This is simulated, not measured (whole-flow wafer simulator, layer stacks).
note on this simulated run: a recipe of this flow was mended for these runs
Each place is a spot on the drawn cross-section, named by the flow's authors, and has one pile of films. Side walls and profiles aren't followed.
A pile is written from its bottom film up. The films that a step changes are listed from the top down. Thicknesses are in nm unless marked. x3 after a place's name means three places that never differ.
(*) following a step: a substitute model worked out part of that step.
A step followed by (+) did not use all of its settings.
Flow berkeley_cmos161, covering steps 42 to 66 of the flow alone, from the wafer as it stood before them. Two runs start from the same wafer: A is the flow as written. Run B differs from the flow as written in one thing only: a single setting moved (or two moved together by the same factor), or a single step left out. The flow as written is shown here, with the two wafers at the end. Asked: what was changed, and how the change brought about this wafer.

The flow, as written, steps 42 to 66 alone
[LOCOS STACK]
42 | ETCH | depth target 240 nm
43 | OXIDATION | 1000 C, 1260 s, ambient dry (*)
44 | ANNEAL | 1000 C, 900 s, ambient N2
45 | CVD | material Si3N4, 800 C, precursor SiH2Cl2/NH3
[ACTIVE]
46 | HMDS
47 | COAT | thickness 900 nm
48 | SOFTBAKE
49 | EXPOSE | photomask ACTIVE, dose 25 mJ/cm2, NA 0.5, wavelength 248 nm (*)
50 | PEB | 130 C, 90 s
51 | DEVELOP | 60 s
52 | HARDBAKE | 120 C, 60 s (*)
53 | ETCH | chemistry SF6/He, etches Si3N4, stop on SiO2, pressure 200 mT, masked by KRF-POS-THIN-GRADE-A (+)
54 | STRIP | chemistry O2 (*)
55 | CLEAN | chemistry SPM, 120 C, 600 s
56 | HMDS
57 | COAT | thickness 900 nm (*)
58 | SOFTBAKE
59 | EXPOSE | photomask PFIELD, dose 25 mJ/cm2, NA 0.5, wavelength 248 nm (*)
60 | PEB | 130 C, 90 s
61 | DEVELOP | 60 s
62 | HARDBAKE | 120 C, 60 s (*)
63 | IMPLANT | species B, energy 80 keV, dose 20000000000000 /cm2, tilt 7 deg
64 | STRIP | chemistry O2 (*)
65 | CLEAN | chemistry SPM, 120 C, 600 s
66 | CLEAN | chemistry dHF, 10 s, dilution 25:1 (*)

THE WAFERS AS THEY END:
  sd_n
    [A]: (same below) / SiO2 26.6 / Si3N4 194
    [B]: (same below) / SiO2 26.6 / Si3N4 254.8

What caused this: step 45, CVD: 832 C was run, though the flow has 800 C.

The path from the change to this, step by step:
  45 | CVD | material Si3N4, 800 C, precursor SiH2Cl2/NH3
      field, sd_n, spacer_n and 6 more: A Si3N4 gains 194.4 (new film) | B Si3N4 gains 255.2 (new film)
  53 | ETCH | chemistry SF6/He, etches Si3N4, stop on SiO2, pressure 200 mT, masked by KRF-POS-THIN-GRADE-A (+)
      sd_n, spacer_n, gate_n, sd_p, spacer_p, gate_p, contact, m1: A KrF-resist loses 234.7 | B KrF-resist loses 300.7
      field: A Si3N4 loses 194.4 (all of it), SiO2 loses 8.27 | B Si3N4 loses 255.2 (all of it), SiO2 loses 8.27
  54 | STRIP | chemistry O2 (*)
      sd_n, spacer_n, gate_n, sd_p, spacer_p, gate_p, contact, m1: A KrF-resist loses 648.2 (all of it) | B KrF-resist loses 582.2 (all of it)
  57 | COAT | thickness 900 nm (*)
      sd_n: A KrF-resist gains 796.1 (new film) | B KrF-resist gains 765.3 (new film)
      spacer_n: A KrF-resist gains 826.1 (new film) | B KrF-resist gains 805.1 (new film)
      (as well as at 6 more places)
  64 | STRIP | chemistry O2 (*)
      sd_n: A KrF-resist loses 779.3 (all of it) | B KrF-resist loses 748.6 (all of it)
      spacer_n: A KrF-resist loses 809.2 (all of it) | B KrF-resist loses 788.3 (all of it)
      (as well as at 6 more places)
